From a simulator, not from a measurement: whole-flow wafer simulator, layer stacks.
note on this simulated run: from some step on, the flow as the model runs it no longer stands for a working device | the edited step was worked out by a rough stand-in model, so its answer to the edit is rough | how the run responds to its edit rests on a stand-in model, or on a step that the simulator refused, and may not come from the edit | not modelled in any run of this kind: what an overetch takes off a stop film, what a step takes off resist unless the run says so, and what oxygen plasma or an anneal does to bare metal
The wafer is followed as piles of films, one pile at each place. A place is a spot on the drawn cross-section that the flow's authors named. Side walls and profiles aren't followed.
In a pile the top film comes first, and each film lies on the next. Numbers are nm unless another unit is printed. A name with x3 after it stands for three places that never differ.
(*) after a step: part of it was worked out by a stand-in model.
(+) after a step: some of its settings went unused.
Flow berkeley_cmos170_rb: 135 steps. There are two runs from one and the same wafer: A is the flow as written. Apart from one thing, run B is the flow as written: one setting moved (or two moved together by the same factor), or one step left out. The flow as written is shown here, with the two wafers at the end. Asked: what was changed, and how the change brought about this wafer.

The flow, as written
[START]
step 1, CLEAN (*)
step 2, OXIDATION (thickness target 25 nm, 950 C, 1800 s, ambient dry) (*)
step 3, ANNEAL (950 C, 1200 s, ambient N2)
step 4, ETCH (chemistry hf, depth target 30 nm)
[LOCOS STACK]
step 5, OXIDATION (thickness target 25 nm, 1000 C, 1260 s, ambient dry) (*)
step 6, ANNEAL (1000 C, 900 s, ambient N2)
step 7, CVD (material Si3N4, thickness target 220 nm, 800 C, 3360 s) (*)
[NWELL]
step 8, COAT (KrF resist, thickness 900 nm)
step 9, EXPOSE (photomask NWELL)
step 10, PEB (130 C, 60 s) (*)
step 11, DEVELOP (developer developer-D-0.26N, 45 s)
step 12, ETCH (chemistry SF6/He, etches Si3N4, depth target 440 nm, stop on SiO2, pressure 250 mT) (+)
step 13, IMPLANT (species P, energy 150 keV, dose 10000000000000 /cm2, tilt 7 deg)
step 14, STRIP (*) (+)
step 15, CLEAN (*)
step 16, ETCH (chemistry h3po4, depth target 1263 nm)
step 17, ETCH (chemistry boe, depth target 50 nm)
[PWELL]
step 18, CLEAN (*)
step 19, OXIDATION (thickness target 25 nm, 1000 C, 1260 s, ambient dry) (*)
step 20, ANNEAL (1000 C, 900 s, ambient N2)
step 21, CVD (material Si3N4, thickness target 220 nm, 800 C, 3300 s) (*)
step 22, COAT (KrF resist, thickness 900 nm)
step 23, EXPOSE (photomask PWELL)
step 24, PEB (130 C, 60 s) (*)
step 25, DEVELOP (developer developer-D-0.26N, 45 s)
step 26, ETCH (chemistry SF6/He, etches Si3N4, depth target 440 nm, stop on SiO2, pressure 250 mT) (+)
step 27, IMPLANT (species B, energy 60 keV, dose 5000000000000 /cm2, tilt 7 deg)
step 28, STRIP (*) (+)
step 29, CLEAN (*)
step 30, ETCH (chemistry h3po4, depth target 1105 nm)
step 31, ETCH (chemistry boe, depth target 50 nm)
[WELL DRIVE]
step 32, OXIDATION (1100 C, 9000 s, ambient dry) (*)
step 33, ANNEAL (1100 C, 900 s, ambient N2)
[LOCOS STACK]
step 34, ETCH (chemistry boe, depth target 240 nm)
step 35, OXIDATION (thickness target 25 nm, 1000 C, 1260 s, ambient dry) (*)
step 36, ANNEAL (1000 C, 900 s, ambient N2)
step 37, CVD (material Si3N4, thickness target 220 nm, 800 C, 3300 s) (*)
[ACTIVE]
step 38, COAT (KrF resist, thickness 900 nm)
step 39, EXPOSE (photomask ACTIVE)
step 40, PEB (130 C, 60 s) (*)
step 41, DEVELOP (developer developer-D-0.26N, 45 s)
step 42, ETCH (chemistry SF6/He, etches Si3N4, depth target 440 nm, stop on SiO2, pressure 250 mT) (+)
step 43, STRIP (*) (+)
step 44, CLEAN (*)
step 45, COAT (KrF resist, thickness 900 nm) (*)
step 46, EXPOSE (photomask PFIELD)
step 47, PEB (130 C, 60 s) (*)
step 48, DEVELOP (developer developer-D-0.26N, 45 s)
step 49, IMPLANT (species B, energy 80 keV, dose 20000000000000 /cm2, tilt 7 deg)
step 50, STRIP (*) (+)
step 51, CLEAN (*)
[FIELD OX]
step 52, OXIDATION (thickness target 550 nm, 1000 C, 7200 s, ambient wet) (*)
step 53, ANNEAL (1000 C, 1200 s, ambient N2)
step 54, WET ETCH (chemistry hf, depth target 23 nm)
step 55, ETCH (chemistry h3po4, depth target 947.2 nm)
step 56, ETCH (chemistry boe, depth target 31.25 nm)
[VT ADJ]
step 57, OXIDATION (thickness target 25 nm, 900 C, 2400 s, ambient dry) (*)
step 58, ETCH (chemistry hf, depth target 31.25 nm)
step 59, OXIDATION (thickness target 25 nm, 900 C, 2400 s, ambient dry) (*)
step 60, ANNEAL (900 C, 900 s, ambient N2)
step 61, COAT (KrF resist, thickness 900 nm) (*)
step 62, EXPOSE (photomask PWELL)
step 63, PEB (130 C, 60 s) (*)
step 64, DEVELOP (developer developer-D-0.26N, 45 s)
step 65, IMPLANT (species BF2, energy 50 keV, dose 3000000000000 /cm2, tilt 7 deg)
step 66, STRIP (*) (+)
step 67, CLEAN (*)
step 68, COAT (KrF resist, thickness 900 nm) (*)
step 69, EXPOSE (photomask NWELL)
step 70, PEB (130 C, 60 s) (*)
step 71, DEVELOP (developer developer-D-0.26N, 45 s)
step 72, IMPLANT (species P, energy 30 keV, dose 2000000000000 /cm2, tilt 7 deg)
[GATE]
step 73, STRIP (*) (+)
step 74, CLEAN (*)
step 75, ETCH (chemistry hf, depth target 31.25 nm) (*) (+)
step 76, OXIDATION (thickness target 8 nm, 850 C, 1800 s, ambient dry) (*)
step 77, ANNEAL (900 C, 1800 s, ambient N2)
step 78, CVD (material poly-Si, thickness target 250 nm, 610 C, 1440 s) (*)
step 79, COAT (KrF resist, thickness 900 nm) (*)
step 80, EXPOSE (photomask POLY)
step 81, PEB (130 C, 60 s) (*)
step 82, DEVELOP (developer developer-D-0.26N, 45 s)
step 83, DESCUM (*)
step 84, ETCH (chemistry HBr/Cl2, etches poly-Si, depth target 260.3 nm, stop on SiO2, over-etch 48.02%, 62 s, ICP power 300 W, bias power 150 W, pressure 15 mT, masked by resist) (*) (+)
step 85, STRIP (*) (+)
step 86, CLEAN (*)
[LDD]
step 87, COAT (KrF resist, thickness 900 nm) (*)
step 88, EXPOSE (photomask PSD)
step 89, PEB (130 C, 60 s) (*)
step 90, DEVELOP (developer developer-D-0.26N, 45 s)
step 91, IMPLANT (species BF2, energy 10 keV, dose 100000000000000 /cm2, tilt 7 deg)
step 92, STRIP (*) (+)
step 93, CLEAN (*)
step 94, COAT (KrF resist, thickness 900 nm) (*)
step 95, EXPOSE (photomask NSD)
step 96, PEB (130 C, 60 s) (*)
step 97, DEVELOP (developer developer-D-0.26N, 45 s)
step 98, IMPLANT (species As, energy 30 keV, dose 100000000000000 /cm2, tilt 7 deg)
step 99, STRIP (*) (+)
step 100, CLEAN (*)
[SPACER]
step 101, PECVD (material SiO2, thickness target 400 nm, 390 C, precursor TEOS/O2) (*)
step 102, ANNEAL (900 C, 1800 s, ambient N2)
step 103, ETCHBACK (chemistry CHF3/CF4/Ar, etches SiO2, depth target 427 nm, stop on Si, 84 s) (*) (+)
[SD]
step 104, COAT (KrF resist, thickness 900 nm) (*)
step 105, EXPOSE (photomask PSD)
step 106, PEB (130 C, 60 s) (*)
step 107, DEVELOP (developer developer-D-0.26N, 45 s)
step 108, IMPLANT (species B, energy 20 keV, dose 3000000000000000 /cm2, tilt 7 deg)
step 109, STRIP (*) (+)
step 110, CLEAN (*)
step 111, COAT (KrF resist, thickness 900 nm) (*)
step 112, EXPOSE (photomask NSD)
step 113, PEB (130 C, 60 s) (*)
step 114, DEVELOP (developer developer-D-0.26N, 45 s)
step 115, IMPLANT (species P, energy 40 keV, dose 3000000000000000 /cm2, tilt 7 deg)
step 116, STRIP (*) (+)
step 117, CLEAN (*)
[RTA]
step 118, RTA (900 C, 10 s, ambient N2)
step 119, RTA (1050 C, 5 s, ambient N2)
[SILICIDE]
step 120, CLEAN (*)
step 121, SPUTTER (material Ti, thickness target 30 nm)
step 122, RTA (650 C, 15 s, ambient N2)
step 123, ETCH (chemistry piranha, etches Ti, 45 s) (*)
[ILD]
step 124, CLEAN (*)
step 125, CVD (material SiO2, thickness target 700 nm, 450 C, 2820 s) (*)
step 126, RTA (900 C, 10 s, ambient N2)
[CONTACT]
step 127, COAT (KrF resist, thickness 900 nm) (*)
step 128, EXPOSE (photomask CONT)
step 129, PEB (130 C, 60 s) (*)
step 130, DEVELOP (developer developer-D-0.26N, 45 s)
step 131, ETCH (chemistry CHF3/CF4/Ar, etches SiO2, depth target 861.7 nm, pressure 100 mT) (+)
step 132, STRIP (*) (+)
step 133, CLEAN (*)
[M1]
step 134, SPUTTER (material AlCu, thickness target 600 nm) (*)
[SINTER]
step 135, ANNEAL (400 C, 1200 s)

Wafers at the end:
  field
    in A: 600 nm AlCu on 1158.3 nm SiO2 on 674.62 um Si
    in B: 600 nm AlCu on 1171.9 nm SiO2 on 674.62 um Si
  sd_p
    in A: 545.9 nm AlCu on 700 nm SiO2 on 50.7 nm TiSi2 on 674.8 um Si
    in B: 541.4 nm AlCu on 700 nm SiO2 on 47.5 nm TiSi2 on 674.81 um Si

Cause: step 75, ETCH: depth target 17.66 nm was run, while the flow as written has depth target 31.25 nm.

Step by step, how the change led to this:
  step 75, ETCH (chemistry hf, depth target 31.25 nm) (*) (+)
      field: A -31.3 SiO2 | B -17.7 SiO2
  step 121, SPUTTER (material Ti, thickness target 30 nm)
      sd_p: A +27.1 Ti (new film) | B +25.4 Ti (new film)
  step 122, RTA (650 C, 15 s, ambient N2)
      sd_p: A -21.1 Ti, +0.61 TiSi first (new film), +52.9 TiSi2 C49 (new film), -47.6 Si | B -19.8 Ti, +50.4 TiSi2 C49 (new film), -45 Si
  step 126, RTA (900 C, 10 s, ambient N2)
      sd_p: A under 1 film: +50.7 TiSi2 (new film), -0.61 TiSi first (all of it), -52.9 TiSi2 C49 (all of it), -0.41 Si | B under 1 film: +47.5 TiSi2 (new film), -50.4 TiSi2 C49 (all of it)
